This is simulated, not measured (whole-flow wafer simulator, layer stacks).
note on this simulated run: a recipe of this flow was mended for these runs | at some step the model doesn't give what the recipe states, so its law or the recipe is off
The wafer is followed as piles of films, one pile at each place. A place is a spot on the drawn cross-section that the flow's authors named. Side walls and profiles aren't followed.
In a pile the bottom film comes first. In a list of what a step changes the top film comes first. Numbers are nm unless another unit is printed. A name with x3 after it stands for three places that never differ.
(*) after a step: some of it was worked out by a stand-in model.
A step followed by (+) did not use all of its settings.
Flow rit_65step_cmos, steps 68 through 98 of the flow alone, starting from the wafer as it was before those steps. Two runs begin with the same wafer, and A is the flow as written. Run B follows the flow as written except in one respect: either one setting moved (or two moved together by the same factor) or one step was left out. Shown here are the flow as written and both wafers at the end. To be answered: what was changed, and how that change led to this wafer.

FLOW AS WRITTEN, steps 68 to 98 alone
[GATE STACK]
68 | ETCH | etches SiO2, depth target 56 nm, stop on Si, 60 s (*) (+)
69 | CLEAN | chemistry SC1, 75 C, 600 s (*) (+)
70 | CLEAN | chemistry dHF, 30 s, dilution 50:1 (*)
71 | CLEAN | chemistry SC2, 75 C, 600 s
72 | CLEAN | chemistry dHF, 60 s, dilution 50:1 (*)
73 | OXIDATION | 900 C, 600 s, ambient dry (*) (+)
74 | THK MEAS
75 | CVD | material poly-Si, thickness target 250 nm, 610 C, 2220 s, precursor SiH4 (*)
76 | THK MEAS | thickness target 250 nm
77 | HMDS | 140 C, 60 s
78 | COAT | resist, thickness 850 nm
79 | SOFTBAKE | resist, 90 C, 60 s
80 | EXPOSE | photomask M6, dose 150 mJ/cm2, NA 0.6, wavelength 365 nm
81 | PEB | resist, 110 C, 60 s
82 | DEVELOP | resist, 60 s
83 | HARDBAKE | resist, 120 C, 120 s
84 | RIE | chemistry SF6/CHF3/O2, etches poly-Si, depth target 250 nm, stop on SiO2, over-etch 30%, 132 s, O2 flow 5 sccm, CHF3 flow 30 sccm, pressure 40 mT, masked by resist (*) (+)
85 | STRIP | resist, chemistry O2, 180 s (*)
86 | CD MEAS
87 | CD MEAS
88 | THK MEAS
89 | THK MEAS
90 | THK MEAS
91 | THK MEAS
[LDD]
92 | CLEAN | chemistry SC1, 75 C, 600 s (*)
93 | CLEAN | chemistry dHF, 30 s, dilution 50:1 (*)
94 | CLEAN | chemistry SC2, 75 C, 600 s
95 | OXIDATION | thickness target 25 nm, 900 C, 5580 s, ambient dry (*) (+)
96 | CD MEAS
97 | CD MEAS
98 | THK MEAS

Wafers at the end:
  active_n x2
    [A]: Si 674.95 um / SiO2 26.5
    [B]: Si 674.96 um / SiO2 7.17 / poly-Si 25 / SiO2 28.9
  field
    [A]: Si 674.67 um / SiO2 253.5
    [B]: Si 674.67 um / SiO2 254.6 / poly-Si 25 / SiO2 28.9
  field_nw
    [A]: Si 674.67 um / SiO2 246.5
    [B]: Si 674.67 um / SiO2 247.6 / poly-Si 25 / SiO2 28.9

Cause: step 84, RIE: depth target 160 nm was run, though the flow has depth target 250 nm; step 84, RIE: 84 s was run, where the flow has 132 s.

The path from the change to this, step by step:
  84 | RIE | chemistry SF6/CHF3/O2, etches poly-Si, depth target 250 nm, stop on SiO2, over-etch 30%, 132 s, O2 flow 5 sccm, CHF3 flow 30 sccm, pressure 40 mT, masked by resist (*) (+)
      field, field_pw, field_nw and 9 more: A poly-Si loses 250 (all of it), SiO2 loses 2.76 | B poly-Si loses 208
      gate_n, gate_p: A resist loses 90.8 | B resist loses 58.1
  85 | STRIP | resist, chemistry O2, 180 s (*)
      field, field_pw, field_nw and 9 more: A nothing | B chemical SiO2 gains 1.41 (new film), poly-Si loses 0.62
      gate_n, gate_p: A chemical SiO2 gains 1.34 (new film), resist loses 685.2 (all of it), poly-Si loses 0.59 | B chemical SiO2 gains 1.34 (new film), resist loses 717.9 (all of it), poly-Si loses 0.59
  92 | CLEAN | chemistry SC1, 75 C, 600 s (*)
      field, field_pw, field_nw and 9 more: A SiO2 loses 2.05 | B chemical SiO2 loses 0.81, poly-Si loses 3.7
  93 | CLEAN | chemistry dHF, 30 s, dilution 50:1 (*)
      active_n x2, spacer, spacer_p, sd_n, sd_p, contact, m1: A SiO2 loses 2.36 (all of it) | B chemical SiO2 loses 0.6 (all of it)
      field, field_pw, field_nw, field_p: A SiO2 loses 2.78 | B chemical SiO2 loses 0.6 (all of it)
  95 | OXIDATION | thickness target 25 nm, 900 C, 5580 s, ambient dry (*) (+)
      active_n x2, spacer, spacer_p, sd_n, sd_p, contact, m1: A SiO2 gains 26.5 (new film), chemical SiO2 loses 0.4 (all of it), Si loses 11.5 | B SiO2 gains 28.9 (new film), chemical SiO2 loses 0.4 (all of it), poly-Si loses 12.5
      field, field_pw: A SiO2 gains 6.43, Si loses 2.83 | B SiO2 gains 28.9 (new film), chemical SiO2 loses 0.4 (all of it), poly-Si loses 12.5
      (as well as at 2 more places)
